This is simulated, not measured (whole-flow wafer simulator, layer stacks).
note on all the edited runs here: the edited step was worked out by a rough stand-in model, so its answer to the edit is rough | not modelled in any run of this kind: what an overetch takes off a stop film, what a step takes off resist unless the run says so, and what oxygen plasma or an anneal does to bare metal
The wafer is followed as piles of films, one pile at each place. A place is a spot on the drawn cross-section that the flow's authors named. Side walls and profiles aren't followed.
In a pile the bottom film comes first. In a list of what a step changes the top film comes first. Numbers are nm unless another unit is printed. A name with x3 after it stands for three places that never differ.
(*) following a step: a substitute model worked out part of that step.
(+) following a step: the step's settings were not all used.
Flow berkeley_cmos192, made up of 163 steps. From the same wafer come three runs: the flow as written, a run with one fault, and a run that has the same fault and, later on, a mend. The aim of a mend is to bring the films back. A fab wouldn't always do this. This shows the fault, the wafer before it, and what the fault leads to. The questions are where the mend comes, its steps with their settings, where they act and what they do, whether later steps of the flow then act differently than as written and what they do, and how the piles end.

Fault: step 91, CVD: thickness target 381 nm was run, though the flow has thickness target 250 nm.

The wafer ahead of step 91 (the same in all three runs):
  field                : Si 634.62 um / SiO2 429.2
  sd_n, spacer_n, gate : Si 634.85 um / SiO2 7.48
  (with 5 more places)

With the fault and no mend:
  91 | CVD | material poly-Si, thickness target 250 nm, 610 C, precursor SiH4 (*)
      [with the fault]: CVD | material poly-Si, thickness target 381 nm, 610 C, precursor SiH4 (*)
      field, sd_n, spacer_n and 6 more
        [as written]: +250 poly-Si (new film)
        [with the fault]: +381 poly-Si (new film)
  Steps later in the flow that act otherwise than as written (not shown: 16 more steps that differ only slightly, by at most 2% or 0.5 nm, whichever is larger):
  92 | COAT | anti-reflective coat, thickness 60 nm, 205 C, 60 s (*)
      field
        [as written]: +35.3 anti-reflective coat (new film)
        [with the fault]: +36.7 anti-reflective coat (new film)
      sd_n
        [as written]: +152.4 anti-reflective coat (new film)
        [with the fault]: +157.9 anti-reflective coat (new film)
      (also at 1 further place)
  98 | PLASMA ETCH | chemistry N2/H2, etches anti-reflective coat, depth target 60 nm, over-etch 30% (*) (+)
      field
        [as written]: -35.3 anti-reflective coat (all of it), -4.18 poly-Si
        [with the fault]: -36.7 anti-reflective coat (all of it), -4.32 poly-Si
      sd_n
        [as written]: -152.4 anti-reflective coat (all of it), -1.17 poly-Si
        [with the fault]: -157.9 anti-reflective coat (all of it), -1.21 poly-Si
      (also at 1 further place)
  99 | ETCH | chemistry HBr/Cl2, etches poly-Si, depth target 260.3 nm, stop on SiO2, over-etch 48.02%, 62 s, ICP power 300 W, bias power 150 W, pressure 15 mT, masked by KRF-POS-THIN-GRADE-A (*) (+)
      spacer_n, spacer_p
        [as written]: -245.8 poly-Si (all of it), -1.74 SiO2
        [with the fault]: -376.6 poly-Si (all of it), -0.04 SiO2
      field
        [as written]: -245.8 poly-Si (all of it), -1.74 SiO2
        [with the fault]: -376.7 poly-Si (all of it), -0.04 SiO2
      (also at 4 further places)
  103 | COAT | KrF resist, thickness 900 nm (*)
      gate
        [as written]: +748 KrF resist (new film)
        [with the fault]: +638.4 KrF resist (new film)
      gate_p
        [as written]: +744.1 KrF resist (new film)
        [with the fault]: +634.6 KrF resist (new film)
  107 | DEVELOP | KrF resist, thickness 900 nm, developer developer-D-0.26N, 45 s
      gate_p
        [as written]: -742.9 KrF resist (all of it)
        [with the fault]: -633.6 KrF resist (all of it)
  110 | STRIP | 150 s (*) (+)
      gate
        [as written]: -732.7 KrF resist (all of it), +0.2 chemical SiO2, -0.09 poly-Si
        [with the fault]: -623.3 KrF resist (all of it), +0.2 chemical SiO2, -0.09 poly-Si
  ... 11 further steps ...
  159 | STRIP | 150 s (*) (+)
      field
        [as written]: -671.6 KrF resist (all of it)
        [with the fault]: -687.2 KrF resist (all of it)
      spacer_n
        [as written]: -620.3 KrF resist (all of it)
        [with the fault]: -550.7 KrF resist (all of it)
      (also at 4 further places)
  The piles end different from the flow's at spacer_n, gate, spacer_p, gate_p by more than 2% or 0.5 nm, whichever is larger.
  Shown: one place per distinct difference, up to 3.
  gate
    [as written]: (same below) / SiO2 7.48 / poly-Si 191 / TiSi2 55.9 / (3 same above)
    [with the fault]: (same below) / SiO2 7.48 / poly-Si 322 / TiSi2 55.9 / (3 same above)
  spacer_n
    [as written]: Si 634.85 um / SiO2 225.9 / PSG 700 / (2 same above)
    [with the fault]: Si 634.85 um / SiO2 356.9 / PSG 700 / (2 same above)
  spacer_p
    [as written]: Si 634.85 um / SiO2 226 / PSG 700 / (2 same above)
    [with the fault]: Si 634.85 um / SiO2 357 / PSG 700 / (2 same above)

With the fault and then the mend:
  After step 91 comes the mend.
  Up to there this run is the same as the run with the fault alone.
  91a | ETCH | chemistry tmah, depth target 438.1 nm
      field, sd_n, spacer_n and 6 more
        -381 poly-Si (all of it)
  91b | CLEAN | chemistry SPM (the flow's step 87, run once more)
      leaves every film unchanged at each place that is followed
  91c | CVD | material poly-Si, thickness target 250 nm, 610 C, precursor SiH4 (*) (the flow's step 91, run once more)
      field, sd_n, spacer_n and 6 more
        +250 poly-Si (new film)
  Every later step of the flow that is run acts as written at every place that is followed.
  The piles end the same as the flow's at every place that both follow.
